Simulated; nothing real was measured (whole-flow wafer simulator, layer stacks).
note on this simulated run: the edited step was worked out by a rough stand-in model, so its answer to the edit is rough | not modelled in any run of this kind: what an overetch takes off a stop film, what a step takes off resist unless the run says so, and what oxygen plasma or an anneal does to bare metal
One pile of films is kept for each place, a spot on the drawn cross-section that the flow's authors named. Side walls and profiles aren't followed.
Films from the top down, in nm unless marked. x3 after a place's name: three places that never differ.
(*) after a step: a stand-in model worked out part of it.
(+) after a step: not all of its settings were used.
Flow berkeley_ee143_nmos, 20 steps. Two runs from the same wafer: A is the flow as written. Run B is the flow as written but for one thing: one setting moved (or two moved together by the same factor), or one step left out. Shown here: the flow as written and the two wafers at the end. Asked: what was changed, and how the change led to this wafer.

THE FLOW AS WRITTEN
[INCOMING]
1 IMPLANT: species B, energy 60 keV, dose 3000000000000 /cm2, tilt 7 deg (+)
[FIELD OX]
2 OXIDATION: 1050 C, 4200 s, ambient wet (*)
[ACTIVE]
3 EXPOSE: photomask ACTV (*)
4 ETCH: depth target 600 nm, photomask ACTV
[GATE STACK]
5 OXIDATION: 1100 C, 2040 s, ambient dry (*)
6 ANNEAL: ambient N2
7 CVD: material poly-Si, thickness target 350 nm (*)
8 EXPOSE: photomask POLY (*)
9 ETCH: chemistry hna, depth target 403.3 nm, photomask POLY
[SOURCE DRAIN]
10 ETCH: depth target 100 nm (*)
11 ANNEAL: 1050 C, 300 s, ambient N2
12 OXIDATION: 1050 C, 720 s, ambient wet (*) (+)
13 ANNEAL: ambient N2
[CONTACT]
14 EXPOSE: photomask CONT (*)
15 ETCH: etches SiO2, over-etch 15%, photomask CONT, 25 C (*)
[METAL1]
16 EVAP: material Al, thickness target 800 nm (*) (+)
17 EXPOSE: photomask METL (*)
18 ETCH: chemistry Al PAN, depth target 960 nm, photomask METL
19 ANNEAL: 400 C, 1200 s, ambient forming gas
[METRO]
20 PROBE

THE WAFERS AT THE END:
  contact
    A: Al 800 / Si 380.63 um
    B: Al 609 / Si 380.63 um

The cause: step 16, EVAP: thickness target 609 nm was run, where the flow has thickness target 800 nm.
It can be read off the wafer: contact has Al 609, and step 16 as written asks for 800 nm.

How the change led to this, step by step:
  16 EVAP: material Al, thickness target 800 nm (*) (+)
      gate, sd, contact, field: A Al +800 (new film) | B Al +609 (new film)
  18 ETCH: chemistry Al PAN, depth target 960 nm, photomask METL
      gate, sd, field: A Al -800 (all of it) | B Al -609 (all of it)
